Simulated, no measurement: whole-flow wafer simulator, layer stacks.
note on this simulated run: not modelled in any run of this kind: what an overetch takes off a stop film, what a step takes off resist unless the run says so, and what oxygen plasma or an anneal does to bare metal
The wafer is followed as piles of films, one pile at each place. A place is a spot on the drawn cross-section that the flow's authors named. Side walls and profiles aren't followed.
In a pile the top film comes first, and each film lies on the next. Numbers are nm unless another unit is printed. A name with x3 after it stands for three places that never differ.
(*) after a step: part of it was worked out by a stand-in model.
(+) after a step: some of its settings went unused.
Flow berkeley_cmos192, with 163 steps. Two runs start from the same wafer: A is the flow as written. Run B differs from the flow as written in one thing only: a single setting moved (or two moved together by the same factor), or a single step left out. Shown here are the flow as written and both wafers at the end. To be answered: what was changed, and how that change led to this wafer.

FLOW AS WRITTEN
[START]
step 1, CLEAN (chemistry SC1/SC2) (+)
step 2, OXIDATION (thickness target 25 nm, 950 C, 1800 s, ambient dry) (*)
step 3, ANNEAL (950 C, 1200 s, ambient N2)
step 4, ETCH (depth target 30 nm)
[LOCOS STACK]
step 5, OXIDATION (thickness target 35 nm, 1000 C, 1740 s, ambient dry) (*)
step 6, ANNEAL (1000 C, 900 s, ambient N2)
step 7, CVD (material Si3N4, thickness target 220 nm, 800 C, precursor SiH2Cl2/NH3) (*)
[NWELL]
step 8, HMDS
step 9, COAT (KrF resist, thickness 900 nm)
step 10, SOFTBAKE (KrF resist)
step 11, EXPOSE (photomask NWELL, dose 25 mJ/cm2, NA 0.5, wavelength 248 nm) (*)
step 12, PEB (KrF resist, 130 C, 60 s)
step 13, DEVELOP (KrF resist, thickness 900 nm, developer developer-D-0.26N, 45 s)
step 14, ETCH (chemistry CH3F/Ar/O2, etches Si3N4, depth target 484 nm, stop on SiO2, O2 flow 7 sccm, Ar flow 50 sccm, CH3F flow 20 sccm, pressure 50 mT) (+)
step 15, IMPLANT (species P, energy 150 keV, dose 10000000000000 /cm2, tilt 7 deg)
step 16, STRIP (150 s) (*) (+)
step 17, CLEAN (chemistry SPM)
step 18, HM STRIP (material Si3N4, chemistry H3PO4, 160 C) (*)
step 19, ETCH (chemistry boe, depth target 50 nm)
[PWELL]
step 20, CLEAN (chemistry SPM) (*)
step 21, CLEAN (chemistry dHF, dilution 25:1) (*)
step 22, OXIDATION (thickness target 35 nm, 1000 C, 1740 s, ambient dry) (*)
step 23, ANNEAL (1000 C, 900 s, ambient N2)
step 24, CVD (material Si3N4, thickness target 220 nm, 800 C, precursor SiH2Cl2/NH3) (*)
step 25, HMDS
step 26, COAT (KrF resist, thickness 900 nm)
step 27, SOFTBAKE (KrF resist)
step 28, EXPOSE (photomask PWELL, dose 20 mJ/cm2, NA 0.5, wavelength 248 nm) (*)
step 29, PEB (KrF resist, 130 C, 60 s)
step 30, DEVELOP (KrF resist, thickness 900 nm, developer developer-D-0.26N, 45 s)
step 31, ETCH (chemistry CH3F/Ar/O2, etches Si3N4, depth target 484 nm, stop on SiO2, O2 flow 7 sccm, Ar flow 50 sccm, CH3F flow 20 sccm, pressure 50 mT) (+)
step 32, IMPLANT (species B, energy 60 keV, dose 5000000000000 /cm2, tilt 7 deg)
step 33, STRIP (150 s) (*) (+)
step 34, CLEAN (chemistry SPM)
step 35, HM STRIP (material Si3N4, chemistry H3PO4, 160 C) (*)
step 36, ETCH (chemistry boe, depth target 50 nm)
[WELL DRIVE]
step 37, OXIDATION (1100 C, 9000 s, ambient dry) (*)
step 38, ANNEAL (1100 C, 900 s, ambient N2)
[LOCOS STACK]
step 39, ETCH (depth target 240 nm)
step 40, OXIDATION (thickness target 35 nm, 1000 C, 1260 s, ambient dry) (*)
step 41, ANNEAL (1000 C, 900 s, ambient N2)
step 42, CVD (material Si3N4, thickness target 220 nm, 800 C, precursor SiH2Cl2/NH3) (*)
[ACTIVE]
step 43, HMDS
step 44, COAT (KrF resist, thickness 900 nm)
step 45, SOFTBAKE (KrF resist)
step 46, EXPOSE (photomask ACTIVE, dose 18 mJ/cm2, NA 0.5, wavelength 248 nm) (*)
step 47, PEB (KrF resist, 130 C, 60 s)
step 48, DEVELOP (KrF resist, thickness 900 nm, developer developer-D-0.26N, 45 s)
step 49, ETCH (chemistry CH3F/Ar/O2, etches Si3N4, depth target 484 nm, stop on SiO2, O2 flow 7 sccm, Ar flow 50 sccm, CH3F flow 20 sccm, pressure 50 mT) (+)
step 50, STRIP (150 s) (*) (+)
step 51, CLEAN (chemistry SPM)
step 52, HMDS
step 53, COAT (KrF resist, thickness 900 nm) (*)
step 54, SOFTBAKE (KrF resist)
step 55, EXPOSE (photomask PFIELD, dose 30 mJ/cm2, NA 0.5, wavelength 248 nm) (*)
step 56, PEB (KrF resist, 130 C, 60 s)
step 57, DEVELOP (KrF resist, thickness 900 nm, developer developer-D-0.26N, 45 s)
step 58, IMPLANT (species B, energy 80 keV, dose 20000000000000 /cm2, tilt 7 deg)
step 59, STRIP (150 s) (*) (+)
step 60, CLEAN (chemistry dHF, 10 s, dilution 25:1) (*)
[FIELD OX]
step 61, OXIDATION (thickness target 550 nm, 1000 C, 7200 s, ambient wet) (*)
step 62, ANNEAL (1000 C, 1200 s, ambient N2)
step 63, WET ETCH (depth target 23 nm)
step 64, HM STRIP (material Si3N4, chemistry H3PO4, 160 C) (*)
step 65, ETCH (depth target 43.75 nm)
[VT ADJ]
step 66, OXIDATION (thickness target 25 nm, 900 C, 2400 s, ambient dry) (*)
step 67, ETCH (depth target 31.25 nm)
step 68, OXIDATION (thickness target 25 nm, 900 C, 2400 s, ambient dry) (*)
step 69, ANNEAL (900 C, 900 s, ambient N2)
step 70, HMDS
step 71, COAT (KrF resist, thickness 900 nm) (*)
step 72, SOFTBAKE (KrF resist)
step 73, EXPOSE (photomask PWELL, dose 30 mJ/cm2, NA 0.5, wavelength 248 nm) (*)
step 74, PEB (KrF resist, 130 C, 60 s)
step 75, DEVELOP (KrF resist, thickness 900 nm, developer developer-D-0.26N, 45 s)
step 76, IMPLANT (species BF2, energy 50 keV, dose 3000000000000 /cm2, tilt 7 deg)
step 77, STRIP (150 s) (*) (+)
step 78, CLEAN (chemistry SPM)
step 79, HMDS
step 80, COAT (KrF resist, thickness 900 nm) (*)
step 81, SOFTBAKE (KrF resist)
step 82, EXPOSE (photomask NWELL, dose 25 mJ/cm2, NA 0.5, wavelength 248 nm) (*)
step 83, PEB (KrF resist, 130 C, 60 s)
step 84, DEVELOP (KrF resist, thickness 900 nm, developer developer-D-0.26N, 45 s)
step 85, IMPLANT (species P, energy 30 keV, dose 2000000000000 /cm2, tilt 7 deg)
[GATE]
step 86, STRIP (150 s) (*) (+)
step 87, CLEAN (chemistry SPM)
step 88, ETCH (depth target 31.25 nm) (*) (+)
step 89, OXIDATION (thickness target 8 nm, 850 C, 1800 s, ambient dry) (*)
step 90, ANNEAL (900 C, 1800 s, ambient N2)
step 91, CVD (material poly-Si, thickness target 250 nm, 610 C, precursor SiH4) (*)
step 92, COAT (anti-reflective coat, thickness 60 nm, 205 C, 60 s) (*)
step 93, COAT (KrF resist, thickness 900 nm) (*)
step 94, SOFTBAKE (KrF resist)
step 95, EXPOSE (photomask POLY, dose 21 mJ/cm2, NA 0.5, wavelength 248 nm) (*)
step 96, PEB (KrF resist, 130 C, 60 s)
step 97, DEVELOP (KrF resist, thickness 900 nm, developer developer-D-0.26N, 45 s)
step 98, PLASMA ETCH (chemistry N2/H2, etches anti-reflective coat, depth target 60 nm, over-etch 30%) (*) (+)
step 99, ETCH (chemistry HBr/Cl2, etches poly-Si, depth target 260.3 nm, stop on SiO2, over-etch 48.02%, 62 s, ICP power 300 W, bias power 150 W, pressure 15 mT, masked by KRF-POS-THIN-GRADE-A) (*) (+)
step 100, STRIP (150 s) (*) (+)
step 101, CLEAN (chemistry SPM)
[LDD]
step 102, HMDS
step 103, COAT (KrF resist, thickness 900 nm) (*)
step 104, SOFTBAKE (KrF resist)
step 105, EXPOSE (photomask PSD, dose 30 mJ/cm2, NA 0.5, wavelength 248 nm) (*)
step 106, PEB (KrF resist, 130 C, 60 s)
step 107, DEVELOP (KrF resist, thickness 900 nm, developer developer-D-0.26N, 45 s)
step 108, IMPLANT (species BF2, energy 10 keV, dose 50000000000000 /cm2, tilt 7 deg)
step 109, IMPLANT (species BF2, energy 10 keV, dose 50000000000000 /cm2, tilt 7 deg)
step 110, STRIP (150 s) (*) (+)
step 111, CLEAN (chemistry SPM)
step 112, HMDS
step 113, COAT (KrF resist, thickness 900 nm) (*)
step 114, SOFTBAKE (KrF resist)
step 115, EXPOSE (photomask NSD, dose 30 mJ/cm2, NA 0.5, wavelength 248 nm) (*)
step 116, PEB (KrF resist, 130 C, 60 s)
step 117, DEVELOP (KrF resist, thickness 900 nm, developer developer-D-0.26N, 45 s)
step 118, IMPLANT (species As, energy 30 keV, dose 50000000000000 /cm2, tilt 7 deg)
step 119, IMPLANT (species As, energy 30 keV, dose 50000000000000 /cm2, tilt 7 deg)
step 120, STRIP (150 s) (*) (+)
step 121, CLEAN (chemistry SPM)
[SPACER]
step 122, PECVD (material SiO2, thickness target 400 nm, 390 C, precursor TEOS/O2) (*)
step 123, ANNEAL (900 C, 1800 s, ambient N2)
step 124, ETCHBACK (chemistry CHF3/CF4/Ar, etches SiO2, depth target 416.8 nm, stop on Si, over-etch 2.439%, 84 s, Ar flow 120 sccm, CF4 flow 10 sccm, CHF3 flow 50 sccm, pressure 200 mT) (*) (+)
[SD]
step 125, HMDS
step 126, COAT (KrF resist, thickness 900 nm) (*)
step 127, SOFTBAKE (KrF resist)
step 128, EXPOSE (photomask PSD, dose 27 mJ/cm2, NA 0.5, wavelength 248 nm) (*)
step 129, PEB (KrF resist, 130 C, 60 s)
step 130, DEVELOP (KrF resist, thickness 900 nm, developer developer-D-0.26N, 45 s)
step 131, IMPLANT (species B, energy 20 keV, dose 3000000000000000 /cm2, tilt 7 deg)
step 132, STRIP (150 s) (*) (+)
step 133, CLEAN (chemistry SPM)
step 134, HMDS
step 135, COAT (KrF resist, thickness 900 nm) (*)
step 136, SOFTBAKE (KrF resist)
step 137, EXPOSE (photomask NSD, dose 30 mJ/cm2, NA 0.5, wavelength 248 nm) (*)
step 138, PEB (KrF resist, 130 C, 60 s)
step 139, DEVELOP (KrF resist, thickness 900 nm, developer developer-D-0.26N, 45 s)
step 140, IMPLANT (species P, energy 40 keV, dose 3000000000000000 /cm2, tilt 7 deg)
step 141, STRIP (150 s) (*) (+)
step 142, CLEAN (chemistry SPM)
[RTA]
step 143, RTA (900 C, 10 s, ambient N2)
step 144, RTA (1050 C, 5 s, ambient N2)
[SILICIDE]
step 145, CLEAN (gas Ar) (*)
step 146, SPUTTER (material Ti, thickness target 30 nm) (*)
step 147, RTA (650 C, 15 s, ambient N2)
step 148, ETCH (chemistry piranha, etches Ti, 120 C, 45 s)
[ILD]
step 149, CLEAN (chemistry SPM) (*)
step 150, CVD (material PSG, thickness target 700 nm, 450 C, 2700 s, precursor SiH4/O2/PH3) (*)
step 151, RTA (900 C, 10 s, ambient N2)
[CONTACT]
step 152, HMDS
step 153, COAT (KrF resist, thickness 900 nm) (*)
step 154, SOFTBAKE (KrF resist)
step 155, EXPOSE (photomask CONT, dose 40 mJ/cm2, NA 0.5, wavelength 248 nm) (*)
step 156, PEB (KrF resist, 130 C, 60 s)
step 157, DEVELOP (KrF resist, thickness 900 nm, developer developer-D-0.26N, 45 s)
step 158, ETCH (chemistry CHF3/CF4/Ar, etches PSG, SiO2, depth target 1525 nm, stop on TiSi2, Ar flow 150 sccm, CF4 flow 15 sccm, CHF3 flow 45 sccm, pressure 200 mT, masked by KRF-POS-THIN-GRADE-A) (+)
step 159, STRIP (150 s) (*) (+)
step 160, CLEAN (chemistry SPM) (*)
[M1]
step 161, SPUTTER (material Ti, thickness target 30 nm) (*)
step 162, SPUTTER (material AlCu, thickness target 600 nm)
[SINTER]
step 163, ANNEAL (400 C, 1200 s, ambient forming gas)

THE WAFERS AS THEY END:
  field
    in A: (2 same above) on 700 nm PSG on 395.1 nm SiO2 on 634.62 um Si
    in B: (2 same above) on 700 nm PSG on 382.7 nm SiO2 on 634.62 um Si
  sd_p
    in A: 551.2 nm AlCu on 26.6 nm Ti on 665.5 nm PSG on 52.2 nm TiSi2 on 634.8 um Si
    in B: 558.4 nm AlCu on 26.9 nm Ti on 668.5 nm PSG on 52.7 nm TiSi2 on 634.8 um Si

What caused this: step 67, ETCH: depth target 43.75 nm was run, whereas the flow has depth target 31.25 nm.

The path from the change to this, step by step:
  step 67, ETCH (depth target 31.25 nm)
      field: A -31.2 SiO2 | B -43.8 SiO2
  step 92, COAT (anti-reflective coat, thickness 60 nm, 205 C, 60 s) (*)
      sd_n: A +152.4 anti-reflective coat (new film) | B +143.7 anti-reflective coat (new film)
      spacer_n: A +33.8 anti-reflective coat (new film) | B +37 anti-reflective coat (new film)
      (and at 6 other places as well)
  step 98, PLASMA ETCH (chemistry N2/H2, etches anti-reflective coat, depth target 60 nm, over-etch 30%) (*) (+)
      sd_n: A -152.4 anti-reflective coat (all of it), -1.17 poly-Si | B -143.7 anti-reflective coat (all of it), -1.11 poly-Si
      spacer_n: A -33.8 anti-reflective coat (all of it), -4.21 poly-Si | B -37 anti-reflective coat (all of it), -3.84 poly-Si
      (and at 4 other places as well)
  step 100, STRIP (150 s) (*) (+)
      gate: A +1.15 chemical SiO2 (new film), -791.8 KrF resist (all of it), -30 anti-reflective coat (all of it), -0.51 poly-Si | B +1.15 chemical SiO2 (new film), -781.3 KrF resist (all of it), -33.5 anti-reflective coat (all of it), -0.51 poly-Si
      gate_p: A +1.15 chemical SiO2 (new film), -765.1 KrF resist (all of it), -31 anti-reflective coat (all of it), -0.51 poly-Si | B +1.15 chemical SiO2 (new film), -758 KrF resist (all of it), -33.6 anti-reflective coat (all of it), -0.51 poly-Si
